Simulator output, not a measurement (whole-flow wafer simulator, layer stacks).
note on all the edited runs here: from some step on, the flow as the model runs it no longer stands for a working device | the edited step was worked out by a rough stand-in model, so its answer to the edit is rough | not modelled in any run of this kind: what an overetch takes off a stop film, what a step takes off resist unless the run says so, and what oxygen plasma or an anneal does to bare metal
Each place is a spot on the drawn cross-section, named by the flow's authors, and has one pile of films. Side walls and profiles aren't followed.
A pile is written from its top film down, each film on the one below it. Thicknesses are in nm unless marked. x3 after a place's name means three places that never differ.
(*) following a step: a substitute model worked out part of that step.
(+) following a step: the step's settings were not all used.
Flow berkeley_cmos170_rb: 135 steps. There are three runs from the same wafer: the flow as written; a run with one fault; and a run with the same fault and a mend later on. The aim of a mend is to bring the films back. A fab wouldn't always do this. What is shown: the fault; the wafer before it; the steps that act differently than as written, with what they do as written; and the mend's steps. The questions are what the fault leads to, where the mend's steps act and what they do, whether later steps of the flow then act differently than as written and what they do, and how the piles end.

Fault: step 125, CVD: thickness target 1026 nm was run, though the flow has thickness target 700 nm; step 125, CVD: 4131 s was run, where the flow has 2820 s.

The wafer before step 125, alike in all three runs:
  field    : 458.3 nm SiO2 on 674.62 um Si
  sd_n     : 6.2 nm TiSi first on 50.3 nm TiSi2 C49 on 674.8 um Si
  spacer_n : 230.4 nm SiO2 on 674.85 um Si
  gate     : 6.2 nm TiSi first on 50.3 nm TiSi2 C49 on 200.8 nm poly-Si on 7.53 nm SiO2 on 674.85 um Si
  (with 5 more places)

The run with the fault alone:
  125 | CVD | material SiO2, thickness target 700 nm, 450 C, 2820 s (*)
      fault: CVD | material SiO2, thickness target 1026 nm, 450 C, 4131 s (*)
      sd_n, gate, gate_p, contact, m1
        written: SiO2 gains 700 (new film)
        fault: SiO2 gains 1026 (new film)
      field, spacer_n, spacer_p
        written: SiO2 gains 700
        fault: SiO2 gains 1026
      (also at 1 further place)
  Later steps of the flow acting differently than as written (3 more steps, not shown, differ only slightly: by at most 2% or 0.5 nm, whichever is larger):
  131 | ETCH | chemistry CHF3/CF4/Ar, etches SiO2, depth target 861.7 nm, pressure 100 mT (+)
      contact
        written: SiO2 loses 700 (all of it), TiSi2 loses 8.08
        fault: SiO2 loses 861.7
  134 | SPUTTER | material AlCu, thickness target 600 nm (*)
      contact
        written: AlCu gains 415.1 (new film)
        fault: AlCu gains 379.4 (new film)
  By the end, the piles at field, sd_n, spacer_n and 6 more depart from the flow's by more than 2% or 0.5 nm, whichever is larger.
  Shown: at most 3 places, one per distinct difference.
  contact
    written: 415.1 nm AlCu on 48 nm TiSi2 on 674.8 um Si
    fault: 379.4 nm AlCu on 164.3 nm SiO2 on 56 nm TiSi2 on 674.8 um Si
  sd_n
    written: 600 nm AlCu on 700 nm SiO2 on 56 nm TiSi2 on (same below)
    fault: 600 nm AlCu on 1026 nm SiO2 on 56 nm TiSi2 on (same below)
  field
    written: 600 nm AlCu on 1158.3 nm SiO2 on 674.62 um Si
    fault: 600 nm AlCu on 1484.3 nm SiO2 on 674.62 um Si

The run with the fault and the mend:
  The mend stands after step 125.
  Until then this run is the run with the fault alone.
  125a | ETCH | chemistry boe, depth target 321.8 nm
      field, sd_n, spacer_n and 6 more
        SiO2 loses 321.8
  None of the later steps of the flow differs from how it acts as written, at any place that is followed, by more than 2% or 0.5 nm, whichever is larger.
  The piles end only slightly different from the flow's at the places that both follow, by no more than 2% or 0.5 nm, whichever is larger.
